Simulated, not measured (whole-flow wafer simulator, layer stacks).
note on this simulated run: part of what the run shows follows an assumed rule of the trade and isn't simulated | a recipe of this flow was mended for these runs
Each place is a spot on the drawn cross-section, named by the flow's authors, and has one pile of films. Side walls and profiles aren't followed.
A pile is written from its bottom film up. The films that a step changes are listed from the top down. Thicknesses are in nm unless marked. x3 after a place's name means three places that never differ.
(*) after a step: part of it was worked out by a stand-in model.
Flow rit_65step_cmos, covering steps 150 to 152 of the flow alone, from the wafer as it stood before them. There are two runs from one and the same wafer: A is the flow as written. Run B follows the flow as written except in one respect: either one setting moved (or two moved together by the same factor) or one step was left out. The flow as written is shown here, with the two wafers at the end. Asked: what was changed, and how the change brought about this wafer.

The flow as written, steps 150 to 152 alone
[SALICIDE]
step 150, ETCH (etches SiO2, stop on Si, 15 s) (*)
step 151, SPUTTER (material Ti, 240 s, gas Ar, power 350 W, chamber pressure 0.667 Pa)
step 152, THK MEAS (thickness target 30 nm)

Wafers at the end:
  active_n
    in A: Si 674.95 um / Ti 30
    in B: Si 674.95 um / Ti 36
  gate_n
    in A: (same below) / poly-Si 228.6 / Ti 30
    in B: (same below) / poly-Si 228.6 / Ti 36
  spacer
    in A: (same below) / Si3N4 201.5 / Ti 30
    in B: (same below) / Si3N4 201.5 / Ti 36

What caused this: step 151, SPUTTER: 288 s was run, while the flow as written has 240 s.

Step by step, how the change led to this:
  step 151, SPUTTER (material Ti, 240 s, gas Ar, power 350 W, chamber pressure 0.667 Pa)
      field, field_pw, field_nw and 11 more: A Ti gains 30 (new film) | B Ti gains 36 (new film)
